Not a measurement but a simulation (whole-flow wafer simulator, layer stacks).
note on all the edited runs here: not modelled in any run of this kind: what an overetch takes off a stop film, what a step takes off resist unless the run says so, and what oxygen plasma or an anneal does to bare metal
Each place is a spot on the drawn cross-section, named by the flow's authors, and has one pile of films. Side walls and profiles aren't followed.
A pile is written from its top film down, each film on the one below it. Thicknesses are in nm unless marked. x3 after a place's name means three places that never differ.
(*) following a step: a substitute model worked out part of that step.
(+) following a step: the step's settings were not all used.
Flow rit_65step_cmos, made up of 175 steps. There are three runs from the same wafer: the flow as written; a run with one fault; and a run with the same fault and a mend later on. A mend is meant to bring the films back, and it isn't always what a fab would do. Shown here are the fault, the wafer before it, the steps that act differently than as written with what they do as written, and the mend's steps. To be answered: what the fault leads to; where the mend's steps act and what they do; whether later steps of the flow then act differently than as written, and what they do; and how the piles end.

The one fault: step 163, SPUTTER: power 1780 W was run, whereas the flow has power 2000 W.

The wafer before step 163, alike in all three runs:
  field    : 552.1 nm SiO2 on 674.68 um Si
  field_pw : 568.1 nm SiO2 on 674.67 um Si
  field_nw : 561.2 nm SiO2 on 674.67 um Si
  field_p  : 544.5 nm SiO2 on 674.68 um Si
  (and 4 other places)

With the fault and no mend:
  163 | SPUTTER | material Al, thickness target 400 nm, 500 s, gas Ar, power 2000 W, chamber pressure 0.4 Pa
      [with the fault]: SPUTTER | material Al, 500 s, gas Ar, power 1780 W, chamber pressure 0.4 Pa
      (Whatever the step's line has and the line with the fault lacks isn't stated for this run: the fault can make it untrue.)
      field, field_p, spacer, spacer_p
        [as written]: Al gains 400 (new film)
        [with the fault]: Al gains 356 (new film)
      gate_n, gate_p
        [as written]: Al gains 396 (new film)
        [with the fault]: Al gains 356 (new film)
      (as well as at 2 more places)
  Steps further on in the flow that do not act as written (3 more steps, not shown, differ only slightly: by at most 2% or 0.5 nm, whichever is larger):
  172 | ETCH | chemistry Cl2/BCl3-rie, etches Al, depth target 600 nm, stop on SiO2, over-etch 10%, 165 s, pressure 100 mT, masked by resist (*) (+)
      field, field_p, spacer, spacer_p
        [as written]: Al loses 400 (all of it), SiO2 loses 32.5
        [with the fault]: Al loses 356 (all of it), SiO2 loses 38
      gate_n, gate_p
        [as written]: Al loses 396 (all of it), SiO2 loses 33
        [with the fault]: Al loses 356 (all of it), SiO2 loses 38
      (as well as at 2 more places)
  When the end is reached, the piles differ only a little from the flow's at the places that both follow, at most by 2% or 0.5 nm, whichever is larger.

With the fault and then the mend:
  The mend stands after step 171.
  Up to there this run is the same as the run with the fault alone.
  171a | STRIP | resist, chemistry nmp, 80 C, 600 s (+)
      does not change any film at any place that is followed
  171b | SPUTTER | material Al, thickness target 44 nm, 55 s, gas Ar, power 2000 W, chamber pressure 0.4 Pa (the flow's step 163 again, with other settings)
      field, field_pw, field_nw, field_p, spacer, spacer_p
        Al gains 44
      gate_n, gate_p
        Al gains 43.2
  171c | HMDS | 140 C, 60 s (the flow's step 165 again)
      does not change any film at any place that is followed
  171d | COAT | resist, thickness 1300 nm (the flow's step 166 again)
      field
        resist gains 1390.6 (new film)
      field_pw
        resist gains 1358.7 (new film)
      field_nw
        resist gains 1364.3 (new film)
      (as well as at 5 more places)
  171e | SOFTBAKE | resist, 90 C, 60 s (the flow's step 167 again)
      does not change any film at any place that is followed
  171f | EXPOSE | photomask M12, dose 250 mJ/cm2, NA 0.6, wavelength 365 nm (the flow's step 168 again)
      does not change any film at any place that is followed
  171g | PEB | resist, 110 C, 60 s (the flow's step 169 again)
      field
        resist loses 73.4
      field_pw
        resist loses 71.5
      field_nw
        resist loses 71.8
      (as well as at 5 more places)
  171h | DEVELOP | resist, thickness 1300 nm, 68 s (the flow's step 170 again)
      field
        resist loses 1317.2 (all of it)
      field_pw
        resist loses 1287.2 (all of it)
      field_nw
        resist loses 1292.6 (all of it)
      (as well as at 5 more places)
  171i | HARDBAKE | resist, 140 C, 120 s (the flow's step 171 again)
      does not change any film at any place that is followed
  Every later step of the flow that is run acts as written, at every place that is followed, to within 2% or 0.5 nm, whichever is larger.
  When the end is reached, the piles differ only a little from the flow's at the places that both follow, at most by 2% or 0.5 nm, whichever is larger.
